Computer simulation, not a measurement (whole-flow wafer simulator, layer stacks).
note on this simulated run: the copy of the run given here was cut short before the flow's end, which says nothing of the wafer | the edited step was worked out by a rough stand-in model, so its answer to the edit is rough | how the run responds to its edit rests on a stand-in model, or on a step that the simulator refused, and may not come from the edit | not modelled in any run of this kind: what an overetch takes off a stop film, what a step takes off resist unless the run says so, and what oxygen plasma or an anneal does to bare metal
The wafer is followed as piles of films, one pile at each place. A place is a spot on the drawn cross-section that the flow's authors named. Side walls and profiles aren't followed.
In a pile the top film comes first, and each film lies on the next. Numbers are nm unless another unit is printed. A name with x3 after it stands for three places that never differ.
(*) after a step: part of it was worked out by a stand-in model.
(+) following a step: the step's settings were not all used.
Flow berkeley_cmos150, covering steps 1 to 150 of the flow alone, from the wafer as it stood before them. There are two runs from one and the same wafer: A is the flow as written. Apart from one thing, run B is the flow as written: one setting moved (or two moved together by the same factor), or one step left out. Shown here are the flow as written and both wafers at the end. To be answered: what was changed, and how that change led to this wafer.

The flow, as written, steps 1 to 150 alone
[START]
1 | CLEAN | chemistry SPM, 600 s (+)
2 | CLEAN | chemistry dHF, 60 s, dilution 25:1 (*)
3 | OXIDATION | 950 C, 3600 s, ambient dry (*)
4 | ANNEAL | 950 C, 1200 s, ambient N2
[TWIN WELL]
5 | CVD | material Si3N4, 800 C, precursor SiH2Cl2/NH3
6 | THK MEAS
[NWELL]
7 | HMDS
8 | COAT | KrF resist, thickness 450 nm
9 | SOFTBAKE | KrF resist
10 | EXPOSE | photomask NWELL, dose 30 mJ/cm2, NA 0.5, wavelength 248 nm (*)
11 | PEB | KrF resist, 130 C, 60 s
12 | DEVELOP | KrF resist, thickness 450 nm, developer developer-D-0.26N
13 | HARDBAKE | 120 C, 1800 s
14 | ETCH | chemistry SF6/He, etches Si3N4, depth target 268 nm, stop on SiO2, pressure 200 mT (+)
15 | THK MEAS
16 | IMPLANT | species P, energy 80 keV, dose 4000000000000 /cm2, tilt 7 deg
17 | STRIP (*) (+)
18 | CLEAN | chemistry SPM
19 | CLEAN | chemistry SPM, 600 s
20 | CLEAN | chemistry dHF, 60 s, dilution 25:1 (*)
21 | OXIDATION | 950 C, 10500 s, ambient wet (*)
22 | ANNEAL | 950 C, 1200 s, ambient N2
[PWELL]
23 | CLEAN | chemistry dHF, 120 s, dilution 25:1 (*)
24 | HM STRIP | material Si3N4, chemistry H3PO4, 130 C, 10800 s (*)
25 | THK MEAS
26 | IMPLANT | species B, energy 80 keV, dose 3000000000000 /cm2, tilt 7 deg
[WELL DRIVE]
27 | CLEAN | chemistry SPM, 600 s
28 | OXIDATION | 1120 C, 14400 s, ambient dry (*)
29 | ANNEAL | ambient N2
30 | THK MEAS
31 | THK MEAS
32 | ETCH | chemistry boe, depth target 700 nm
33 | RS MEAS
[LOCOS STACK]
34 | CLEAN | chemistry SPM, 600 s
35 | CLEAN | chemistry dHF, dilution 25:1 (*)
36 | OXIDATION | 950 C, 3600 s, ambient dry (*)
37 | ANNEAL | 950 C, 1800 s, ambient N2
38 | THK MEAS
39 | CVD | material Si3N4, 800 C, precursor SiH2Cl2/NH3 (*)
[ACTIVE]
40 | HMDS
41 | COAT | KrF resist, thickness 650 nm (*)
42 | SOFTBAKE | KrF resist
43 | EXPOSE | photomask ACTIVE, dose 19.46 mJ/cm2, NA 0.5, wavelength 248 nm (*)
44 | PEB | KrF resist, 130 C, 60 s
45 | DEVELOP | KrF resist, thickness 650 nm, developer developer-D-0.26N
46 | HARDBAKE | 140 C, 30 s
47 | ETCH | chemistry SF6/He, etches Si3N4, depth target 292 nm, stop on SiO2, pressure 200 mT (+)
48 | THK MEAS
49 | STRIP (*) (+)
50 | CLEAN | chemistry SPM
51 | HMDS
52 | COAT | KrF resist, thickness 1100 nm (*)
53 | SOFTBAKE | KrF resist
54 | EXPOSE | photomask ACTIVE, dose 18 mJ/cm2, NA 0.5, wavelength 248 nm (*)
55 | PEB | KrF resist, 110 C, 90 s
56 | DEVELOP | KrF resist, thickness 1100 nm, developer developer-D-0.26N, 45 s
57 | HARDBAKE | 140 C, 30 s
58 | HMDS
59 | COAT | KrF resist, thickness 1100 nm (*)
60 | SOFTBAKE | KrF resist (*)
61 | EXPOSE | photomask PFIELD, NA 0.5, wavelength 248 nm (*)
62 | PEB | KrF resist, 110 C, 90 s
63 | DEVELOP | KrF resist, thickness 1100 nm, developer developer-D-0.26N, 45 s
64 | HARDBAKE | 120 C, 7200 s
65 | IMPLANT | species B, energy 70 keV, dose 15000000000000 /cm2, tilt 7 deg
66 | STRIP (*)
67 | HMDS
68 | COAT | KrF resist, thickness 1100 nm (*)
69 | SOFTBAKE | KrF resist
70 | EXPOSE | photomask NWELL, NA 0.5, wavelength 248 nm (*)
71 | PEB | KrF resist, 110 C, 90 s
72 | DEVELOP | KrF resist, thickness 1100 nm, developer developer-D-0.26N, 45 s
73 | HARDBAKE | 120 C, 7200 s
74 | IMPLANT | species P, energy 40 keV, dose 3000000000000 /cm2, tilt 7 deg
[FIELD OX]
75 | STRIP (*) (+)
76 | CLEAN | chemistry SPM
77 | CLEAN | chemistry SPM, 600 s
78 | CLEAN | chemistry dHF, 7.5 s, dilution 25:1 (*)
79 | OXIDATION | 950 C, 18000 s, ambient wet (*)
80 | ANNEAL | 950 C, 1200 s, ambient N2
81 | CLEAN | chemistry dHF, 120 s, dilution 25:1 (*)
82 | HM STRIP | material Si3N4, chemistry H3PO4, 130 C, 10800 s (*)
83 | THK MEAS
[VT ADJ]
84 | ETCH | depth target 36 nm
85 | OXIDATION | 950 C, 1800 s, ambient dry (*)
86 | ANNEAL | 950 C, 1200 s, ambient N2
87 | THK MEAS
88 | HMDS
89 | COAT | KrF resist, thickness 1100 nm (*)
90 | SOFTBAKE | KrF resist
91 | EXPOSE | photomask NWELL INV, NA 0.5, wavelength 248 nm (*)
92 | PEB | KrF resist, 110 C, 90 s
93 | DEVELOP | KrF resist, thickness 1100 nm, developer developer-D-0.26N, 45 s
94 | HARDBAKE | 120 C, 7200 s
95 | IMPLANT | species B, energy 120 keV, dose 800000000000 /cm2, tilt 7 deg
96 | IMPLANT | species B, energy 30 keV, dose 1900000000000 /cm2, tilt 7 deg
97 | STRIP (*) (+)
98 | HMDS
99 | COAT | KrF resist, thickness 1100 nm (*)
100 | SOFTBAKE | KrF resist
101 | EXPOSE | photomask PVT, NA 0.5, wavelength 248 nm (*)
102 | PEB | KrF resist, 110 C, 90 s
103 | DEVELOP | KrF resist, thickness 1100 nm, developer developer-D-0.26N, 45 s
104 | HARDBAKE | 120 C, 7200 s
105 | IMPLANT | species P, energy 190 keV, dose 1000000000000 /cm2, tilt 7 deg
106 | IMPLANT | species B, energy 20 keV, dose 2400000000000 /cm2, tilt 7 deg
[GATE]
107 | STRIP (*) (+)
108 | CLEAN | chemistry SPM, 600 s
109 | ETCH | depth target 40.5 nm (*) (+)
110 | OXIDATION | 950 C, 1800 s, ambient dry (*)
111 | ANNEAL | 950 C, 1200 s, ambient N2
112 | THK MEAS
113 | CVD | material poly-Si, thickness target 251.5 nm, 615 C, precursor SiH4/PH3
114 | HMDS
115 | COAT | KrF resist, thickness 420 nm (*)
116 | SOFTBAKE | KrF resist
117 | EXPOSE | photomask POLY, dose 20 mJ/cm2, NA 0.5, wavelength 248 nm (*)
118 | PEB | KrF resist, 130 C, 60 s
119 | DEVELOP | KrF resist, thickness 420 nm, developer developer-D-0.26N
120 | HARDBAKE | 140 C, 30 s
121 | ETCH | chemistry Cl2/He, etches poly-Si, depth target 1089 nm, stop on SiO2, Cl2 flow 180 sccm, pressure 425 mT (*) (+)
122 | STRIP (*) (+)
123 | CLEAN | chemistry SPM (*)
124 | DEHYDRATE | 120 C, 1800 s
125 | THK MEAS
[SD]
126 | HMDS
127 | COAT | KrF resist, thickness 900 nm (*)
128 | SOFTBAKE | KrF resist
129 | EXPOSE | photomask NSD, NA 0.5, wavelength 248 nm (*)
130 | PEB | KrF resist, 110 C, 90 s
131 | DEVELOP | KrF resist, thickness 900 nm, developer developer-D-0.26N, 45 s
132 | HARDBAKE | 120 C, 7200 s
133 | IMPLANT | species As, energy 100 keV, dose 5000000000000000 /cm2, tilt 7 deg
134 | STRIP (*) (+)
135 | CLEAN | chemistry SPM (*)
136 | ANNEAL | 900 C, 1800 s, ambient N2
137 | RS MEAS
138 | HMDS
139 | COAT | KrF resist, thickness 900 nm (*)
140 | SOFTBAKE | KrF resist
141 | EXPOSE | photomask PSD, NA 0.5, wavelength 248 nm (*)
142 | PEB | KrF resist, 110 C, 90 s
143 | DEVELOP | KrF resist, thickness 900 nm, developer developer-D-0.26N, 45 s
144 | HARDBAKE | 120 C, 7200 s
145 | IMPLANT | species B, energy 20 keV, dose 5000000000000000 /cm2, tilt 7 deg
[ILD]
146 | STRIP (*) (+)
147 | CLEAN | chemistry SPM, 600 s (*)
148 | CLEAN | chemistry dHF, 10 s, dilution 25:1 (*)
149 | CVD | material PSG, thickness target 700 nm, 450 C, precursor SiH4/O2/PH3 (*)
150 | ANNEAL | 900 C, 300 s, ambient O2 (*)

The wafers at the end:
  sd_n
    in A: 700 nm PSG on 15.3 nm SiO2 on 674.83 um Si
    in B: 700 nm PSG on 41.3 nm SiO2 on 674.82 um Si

Cause: step 39, CVD: 738 C was run, whereas the flow has 800 C.

The path from the change to this, step by step:
  39 | CVD | material Si3N4, 800 C, precursor SiH2Cl2/NH3 (*)
      field, field_p, sd_n, gate_n, sd_p, gate_p, contact, m1: A Si3N4 gains 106 (new film) | B Si3N4 gains 44.4 (new film)
  47 | ETCH | chemistry SF6/He, etches Si3N4, depth target 292 nm, stop on SiO2, pressure 200 mT (+)
      sd_n, gate_n, sd_p, gate_p, contact, m1: A KrF resist loses 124 | B KrF resist loses 57
      field, field_p: A Si3N4 loses 106 (all of it), SiO2 loses 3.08 | B Si3N4 loses 44.4 (all of it), SiO2 loses 3.08
  49 | STRIP (*) (+)
      sd_n: A KrF resist loses 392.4 (all of it) | B KrF resist loses 459.4 (all of it)
      gate_n: A KrF resist loses 400.6 (all of it) | B KrF resist loses 467.6 (all of it)
      (also at 4 further places)
  52 | COAT | KrF resist, thickness 1100 nm (*)
      sd_n: A KrF resist gains 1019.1 (new film) | B KrF resist gains 1054.5 (new film)
      gate_n: A KrF resist gains 1039.7 (new film) | B KrF resist gains 1068.1 (new film)
      (also at 4 further places)
  57 | HARDBAKE | 140 C, 30 s
      sd_n: A KrF resist loses 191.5 | B KrF resist loses 198.1
      gate_n: A KrF resist loses 195.3 | B KrF resist loses 200.5
      (also at 4 further places)
  59 | COAT | KrF resist, thickness 1100 nm (*)
      sd_n: A KrF resist gains 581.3 | B KrF resist gains 597.6
      gate_n: A KrF resist gains 684.4 | B KrF resist gains 701.6
      (also at 4 further places)
  66 | STRIP (*)
      sd_n: A KrF resist loses 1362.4 (all of it) | B KrF resist loses 1406.9 (all of it)
      gate_n: A KrF resist loses 1479.7 (all of it) | B KrF resist loses 1519.6 (all of it)
      (also at 4 further places)
  68 | COAT | KrF resist, thickness 1100 nm (*)
      sd_n: A KrF resist gains 1019.1 (new film) | B KrF resist gains 1054.5 (new film)
      gate_n: A KrF resist gains 1039.7 (new film) | B KrF resist gains 1068.1 (new film)
      (also at 4 further places)
  72 | DEVELOP | KrF resist, thickness 1100 nm, developer developer-D-0.26N, 45 s
      sd_p: A KrF resist loses 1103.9 (all of it) | B KrF resist loses 1135.4 (all of it)
      gate_p: A KrF resist loses 1108 (all of it) | B KrF resist loses 1135.3 (all of it)
  73 | HARDBAKE | 120 C, 7200 s
      sd_n: A KrF resist loses 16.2 | B KrF resist loses 16.8
      gate_n: A KrF resist loses 16.5 | B KrF resist loses 17.1
      (also at 1 further place)
  75 | STRIP (*) (+)
      sd_n: A KrF resist loses 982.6 (all of it) | B KrF resist loses 1017.2 (all of it)
      gate_n: A KrF resist loses 1002.7 (all of it) | B KrF resist loses 1030.3 (all of it)
      (also at 2 further places)
  79 | OXIDATION | 950 C, 18000 s, ambient wet (*)
      contact: A SiO2 gains 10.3 (new film), Si3N4 loses 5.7 | B SiO2 gains 10.3 (new film), Si3N4 loses 5.7, SiO2 gains 0.1
      sd_n: A SiO2 gains 10.3 (new film), Si3N4 loses 5.7, SiO2 gains 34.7, Si loses 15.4 | B SiO2 gains 10.3 (new film), Si3N4 loses 5.7, SiO2 gains 75.2, Si loses 33.6
  82 | HM STRIP | material Si3N4, chemistry H3PO4, 130 C, 10800 s (*)
      sd_n, gate_n, contact, m1: A Si3N4 loses 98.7 (all of it), SiO2 loses 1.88 | B Si3N4 loses 37 (all of it), SiO2 loses 2.4
      sd_p, gate_p: A Si3N4 loses 98.6 (all of it), SiO2 loses 1.88 | B Si3N4 loses 36.9 (all of it), SiO2 loses 2.4
  85 | OXIDATION | 950 C, 1800 s, ambient dry (*)
      sd_n: A SiO2 gains 12.2, Si loses 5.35 | B SiO2 gains 7.96, Si loses 3.5
  109 | ETCH | depth target 40.5 nm (*) (+)
      sd_n: A SiO2 loses 40.4 (all of it) | B SiO2 loses 40.5
  110 | OXIDATION | 950 C, 1800 s, ambient dry (*)
      sd_n: A SiO2 gains 20.4 (new film), Si loses 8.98 | B SiO2 gains 10.7, Si loses 4.7
  ... 2 further steps ...
  122 | STRIP (*) (+)
      gate_n: A chemical SiO2 gains 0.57 (new film), KrF resist loses 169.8 (all of it), poly-Si loses 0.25 | B chemical SiO2 gains 0.57 (new film), KrF resist loses 173.5 (all of it), poly-Si loses 0.25
